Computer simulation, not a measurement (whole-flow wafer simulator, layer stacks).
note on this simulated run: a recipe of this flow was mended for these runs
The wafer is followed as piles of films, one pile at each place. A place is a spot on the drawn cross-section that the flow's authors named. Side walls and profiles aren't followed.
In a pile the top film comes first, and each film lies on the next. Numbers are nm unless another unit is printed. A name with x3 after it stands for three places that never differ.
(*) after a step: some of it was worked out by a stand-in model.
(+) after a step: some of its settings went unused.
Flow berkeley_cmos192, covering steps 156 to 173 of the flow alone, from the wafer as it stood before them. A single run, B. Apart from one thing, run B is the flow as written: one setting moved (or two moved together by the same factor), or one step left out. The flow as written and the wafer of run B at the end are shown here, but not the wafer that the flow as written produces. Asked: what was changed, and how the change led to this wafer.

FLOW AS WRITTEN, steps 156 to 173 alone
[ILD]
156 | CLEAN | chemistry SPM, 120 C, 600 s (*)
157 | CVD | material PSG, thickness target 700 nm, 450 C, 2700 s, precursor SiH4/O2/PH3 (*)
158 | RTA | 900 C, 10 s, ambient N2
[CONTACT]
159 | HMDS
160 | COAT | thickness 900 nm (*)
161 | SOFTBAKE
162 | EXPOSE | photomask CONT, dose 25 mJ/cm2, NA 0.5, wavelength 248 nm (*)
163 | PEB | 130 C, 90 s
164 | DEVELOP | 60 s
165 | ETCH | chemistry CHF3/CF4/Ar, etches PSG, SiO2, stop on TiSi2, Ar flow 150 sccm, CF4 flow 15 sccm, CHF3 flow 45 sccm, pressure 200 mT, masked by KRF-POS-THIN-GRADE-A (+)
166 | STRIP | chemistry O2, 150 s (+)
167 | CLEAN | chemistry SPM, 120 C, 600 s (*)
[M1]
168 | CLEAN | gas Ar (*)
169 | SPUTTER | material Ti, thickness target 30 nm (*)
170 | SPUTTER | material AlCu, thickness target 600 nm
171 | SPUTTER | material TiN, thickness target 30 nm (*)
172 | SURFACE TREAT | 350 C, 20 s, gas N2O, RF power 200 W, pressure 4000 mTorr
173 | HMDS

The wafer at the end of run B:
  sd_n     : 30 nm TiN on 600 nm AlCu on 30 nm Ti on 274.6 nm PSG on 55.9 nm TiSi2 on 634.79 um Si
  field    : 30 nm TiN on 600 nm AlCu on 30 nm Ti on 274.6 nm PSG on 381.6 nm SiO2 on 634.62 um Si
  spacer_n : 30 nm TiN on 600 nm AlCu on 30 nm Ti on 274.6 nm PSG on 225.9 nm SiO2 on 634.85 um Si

Cause: step 157, CVD: thickness target 280 nm was run, while the flow as written has thickness target 700 nm; step 157, CVD: 1080 s was run, where the flow has 2700 s.

How this came from the change, step by step:
  157 | CVD | material PSG, thickness target 700 nm, 450 C, 2700 s, precursor SiH4/O2/PH3 (*)
      field, sd_n, spacer_n, gate, spacer_p, gate_p, contact, m1: PSG gains 280 (new film) (as written it would have been: PSG gains 700 (new film))
      sd_p: PSG gains 269.6 (new film) (as written it would have been: PSG gains 668 (new film))
  160 | COAT | thickness 900 nm (*)
      sd_p: KrF-resist gains 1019 (new film) (as written it would have been: KrF-resist gains 1044.9 (new film))
  165 | ETCH | chemistry CHF3/CF4/Ar, etches PSG, SiO2, stop on TiSi2, Ar flow 150 sccm, CF4 flow 15 sccm, CHF3 flow 45 sccm, pressure 200 mT, masked by KRF-POS-THIN-GRADE-A (+)
      field, sd_n, spacer_n, gate, sd_p, spacer_p, gate_p, m1: KrF-resist loses 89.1 (as written it would have been: KrF-resist loses 194.1)
      contact: PSG loses 280 (all of it), TiSi2 loses 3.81 (as written it would have been: PSG loses 700 (all of it), TiSi2 loses 3.81)
  166 | STRIP | chemistry O2, 150 s (+)
      field: KrF-resist loses 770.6 (all of it) (as written it would have been: KrF-resist loses 672.6 (all of it))
      sd_n: KrF-resist loses 886.1 (all of it) (as written it would have been: KrF-resist loses 784.4 (all of it))
      (and at 6 other places as well)
  169 | SPUTTER | material Ti, thickness target 30 nm (*)
      contact: Ti gains 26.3 (new film) (as written it would have been: Ti gains 21.1 (new film))
  170 | SPUTTER | material AlCu, thickness target 600 nm
      contact: AlCu gains 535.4 (new film) (as written it would have been: AlCu gains 411.7 (new film))
  171 | SPUTTER | material TiN, thickness target 30 nm (*)
      sd_p: TiN gains 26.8 (new film) (as written it would have been: TiN gains 26.2 (new film))
      contact: TiN gains 25.5 (new film) (as written it would have been: TiN gains 16 (new film))
